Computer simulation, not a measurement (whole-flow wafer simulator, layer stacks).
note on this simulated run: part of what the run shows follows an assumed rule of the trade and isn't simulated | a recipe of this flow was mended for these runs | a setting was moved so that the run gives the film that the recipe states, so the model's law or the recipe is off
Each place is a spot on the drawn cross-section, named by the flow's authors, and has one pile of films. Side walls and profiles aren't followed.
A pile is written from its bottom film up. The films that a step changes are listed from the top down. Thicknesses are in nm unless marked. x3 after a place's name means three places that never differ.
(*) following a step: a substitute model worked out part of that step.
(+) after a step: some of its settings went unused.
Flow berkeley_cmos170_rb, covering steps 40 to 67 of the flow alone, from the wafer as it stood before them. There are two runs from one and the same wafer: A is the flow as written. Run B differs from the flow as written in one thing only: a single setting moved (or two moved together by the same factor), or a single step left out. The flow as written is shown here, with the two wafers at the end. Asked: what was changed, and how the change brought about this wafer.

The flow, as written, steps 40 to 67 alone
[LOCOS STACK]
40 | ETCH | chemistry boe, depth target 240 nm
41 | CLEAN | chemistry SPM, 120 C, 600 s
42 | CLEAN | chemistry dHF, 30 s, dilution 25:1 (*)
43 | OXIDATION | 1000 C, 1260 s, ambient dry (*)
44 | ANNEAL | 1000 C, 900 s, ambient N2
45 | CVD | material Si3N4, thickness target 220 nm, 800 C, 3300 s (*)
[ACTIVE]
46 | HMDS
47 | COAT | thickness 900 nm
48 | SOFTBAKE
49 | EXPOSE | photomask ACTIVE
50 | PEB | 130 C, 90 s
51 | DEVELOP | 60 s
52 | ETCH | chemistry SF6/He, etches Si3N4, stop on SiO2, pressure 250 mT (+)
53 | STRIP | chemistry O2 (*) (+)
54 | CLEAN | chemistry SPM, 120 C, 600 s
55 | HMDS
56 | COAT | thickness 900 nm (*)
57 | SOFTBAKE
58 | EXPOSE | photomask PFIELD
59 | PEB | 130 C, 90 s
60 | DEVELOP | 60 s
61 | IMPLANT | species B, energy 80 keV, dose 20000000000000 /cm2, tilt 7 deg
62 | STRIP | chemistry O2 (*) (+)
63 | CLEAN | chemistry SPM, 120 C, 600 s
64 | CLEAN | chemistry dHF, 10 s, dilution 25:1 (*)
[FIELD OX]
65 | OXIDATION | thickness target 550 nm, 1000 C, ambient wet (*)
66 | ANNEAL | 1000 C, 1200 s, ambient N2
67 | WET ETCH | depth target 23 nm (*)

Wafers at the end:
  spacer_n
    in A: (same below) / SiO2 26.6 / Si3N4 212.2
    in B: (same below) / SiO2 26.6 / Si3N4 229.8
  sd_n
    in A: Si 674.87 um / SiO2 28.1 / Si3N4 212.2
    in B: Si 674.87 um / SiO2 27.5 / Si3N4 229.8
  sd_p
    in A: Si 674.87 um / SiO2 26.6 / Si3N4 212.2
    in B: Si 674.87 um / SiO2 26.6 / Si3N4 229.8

What caused this: step 45, CVD: 3564 s was run, whereas the flow has 3300 s.

Step by step, how the change led to this:
  45 | CVD | material Si3N4, thickness target 220 nm, 800 C, 3300 s (*)
      field, sd_n, spacer_n and 6 more: A +220 Si3N4 (new film) | B +237.6 Si3N4 (new film)
  52 | ETCH | chemistry SF6/He, etches Si3N4, stop on SiO2, pressure 250 mT (+)
      sd_n, spacer_n, gate, sd_p, spacer_p, gate_p, contact, m1: A -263 KrF-resist | B -282.2 KrF-resist
      field: A -220 Si3N4 (all of it), -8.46 SiO2 | B -237.6 Si3N4 (all of it), -8.46 SiO2
  53 | STRIP | chemistry O2 (*) (+)
      sd_n, spacer_n, gate, sd_p, spacer_p, gate_p, contact, m1: A -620 KrF-resist (all of it) | B -600.9 KrF-resist (all of it)
  65 | OXIDATION | thickness target 550 nm, 1000 C, ambient wet (*)
      gate: A +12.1 SiO2 (new film), -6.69 Si3N4, +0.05 SiO2, -0.05 Si | B +12.1 SiO2 (new film), -6.69 Si3N4
      sd_p: A +12.1 SiO2 (new film), -6.69 Si3N4, +0.06 SiO2, -0.06 Si | B +12.1 SiO2 (new film), -6.69 Si3N4
      (also at 1 further place)
